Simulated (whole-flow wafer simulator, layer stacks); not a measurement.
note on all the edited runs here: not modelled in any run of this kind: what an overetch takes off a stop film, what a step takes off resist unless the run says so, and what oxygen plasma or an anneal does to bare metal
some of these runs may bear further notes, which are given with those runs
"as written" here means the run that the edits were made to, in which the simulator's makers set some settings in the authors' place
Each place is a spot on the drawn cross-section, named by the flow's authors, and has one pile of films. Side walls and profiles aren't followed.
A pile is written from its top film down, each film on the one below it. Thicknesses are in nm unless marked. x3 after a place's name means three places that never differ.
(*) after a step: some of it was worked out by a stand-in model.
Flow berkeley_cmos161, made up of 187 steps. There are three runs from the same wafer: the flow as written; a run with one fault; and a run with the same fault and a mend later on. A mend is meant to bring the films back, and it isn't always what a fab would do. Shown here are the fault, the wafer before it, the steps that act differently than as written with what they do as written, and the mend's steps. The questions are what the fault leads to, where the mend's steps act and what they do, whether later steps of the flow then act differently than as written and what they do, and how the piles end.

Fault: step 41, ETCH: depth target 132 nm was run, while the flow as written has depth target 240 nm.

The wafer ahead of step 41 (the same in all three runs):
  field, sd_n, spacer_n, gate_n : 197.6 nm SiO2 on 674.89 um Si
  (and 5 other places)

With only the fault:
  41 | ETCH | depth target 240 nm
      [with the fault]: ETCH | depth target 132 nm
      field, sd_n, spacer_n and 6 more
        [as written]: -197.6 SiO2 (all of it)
        [with the fault]: -132 SiO2
  Later steps of the flow acting differently than as written (42 more steps, not shown, differ only slightly: by at most 2% or 0.5 nm, whichever is larger):
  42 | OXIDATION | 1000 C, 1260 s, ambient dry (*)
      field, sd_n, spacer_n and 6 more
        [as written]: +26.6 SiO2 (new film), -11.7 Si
        [with the fault]: +13.9 SiO2, -6.11 Si
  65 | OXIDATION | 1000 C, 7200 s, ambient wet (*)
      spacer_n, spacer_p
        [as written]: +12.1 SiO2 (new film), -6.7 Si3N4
        [with the fault]: +12.1 SiO2 (new film), -6.7 Si3N4, +0.1 SiO2
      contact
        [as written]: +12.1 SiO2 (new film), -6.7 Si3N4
        [with the fault]: +12.1 SiO2 (new film), -6.7 Si3N4, +0.2 SiO2, -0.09 Si
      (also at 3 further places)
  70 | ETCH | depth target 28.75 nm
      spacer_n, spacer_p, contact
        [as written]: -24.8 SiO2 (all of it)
        [with the fault]: -28.8 SiO2
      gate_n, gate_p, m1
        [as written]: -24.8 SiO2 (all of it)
        [with the fault]: -28.7 SiO2
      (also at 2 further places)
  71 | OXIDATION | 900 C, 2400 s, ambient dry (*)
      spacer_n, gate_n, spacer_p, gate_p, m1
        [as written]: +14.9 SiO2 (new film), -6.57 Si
        [with the fault]: +8.19 SiO2, -3.61 Si
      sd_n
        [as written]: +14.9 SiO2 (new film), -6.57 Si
        [with the fault]: +7.62 SiO2, -3.35 Si
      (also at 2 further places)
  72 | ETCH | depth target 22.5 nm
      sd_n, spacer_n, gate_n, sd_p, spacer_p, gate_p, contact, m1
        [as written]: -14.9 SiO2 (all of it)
        [with the fault]: -22.5 SiO2
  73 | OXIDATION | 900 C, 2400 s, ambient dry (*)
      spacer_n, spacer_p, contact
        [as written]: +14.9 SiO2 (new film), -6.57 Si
        [with the fault]: +7.58 SiO2, -3.34 Si
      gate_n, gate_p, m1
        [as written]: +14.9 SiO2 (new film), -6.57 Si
        [with the fault]: +7.59 SiO2, -3.34 Si
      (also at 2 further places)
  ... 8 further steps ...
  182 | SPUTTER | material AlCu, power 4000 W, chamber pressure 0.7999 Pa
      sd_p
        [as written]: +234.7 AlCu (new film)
        [with the fault]: +227.3 AlCu (new film)
  By the end, the piles at field, spacer_n, gate_n, sd_p, spacer_p, gate_p depart from the flow's by more than 2% or 0.5 nm, whichever is larger.
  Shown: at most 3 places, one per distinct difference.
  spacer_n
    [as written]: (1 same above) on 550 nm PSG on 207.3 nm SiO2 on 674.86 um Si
    [with the fault]: (1 same above) on 550 nm PSG on 222.8 nm SiO2 on 674.87 um Si
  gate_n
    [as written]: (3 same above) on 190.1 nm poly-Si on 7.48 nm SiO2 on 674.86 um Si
    [with the fault]: (3 same above) on 190.1 nm poly-Si on 23 nm SiO2 on 674.87 um Si
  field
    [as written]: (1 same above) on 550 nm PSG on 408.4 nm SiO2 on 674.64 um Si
    [with the fault]: (1 same above) on 550 nm PSG on 426.6 nm SiO2 on 674.66 um Si

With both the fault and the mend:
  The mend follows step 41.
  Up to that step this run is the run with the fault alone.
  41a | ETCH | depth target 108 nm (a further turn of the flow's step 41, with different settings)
      field, sd_n, spacer_n and 6 more
        -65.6 SiO2 (all of it)
  None of the later steps of the flow acts differently than as written at any place that is followed.
  By the end, the piles equal the flow's at every place that both follow.
